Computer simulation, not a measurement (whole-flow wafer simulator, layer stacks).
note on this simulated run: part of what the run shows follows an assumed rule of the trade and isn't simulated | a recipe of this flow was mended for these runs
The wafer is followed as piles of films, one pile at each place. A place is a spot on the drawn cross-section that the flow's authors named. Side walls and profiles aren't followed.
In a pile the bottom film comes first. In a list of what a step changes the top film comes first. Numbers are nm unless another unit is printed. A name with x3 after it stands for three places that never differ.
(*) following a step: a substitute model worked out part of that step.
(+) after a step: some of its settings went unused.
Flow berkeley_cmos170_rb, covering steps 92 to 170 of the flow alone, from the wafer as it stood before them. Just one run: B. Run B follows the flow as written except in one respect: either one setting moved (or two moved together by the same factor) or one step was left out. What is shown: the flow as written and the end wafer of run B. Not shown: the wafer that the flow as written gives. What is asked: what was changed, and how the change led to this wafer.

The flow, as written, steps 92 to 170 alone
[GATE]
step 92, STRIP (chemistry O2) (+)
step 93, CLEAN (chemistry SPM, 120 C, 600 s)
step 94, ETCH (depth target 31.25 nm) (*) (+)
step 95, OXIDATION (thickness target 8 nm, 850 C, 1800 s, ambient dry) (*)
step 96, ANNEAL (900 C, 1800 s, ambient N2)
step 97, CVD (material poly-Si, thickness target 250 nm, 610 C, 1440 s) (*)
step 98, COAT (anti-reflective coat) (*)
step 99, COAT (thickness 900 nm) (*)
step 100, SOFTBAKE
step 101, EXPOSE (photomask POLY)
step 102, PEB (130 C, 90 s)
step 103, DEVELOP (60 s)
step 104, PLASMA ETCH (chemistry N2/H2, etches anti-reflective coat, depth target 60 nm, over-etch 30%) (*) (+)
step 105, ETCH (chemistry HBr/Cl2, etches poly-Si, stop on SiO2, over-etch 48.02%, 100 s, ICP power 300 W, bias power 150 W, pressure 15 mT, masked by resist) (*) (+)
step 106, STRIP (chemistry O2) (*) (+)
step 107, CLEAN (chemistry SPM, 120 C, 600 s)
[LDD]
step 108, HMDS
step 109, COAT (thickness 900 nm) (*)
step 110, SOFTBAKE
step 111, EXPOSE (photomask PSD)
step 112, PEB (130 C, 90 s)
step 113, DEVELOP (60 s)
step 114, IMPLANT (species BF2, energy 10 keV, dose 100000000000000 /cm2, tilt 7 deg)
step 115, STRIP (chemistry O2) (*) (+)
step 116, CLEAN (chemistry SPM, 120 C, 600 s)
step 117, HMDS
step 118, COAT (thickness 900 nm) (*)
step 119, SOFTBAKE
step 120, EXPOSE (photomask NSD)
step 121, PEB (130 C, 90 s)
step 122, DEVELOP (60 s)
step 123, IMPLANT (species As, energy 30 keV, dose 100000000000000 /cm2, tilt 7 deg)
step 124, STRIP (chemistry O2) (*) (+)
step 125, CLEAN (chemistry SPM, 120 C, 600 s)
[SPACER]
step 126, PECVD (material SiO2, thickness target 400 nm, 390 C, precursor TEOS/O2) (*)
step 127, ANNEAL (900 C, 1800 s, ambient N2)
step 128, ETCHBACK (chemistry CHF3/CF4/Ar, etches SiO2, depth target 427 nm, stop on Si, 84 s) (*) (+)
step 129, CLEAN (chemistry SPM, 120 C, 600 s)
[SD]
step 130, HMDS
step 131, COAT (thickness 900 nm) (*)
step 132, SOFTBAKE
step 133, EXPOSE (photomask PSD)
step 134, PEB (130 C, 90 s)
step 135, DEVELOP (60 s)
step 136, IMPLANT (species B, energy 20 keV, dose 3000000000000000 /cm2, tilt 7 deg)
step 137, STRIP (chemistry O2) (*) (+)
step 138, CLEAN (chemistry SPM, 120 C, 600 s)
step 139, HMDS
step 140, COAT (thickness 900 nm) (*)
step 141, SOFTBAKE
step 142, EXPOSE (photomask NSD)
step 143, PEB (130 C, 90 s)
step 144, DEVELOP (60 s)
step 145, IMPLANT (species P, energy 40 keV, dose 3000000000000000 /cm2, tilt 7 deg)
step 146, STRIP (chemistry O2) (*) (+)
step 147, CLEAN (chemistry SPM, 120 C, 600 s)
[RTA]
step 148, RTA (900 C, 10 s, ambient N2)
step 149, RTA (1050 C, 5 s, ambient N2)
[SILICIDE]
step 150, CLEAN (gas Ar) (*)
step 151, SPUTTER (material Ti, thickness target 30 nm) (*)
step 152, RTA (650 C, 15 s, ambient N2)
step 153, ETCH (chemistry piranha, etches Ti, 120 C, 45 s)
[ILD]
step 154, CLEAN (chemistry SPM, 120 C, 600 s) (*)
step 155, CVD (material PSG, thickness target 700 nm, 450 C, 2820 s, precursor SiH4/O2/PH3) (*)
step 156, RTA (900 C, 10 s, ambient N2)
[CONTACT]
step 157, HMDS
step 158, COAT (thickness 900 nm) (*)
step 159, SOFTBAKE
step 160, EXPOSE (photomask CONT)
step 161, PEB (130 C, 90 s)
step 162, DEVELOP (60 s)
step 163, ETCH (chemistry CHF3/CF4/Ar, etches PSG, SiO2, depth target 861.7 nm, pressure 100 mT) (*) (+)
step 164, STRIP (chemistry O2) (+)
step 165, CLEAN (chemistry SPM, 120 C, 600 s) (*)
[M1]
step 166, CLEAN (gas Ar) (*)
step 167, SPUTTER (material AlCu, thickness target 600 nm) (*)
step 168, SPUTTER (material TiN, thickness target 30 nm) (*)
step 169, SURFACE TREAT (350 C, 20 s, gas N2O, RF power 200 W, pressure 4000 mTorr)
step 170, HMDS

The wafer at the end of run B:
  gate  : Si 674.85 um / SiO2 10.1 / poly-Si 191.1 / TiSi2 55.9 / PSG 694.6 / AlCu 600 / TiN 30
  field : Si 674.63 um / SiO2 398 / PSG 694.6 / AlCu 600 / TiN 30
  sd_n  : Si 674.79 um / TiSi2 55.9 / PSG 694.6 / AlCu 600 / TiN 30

Cause: step 95, OXIDATION: thickness target 12.8 nm was run, while the flow as written has thickness target 8 nm; step 95, OXIDATION: 2880 s was run, where the flow has 1800 s.

The path from the change to this, step by step:
  step 95, OXIDATION (thickness target 8 nm, 850 C, 1800 s, ambient dry) (*)
      sd_n, spacer_n, gate, sd_p, spacer_p, gate_p, contact, m1: SiO2 gains 10.1 (new film), Si loses 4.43 (as written it would have been: SiO2 gains 7.53 (new film), Si loses 3.31)
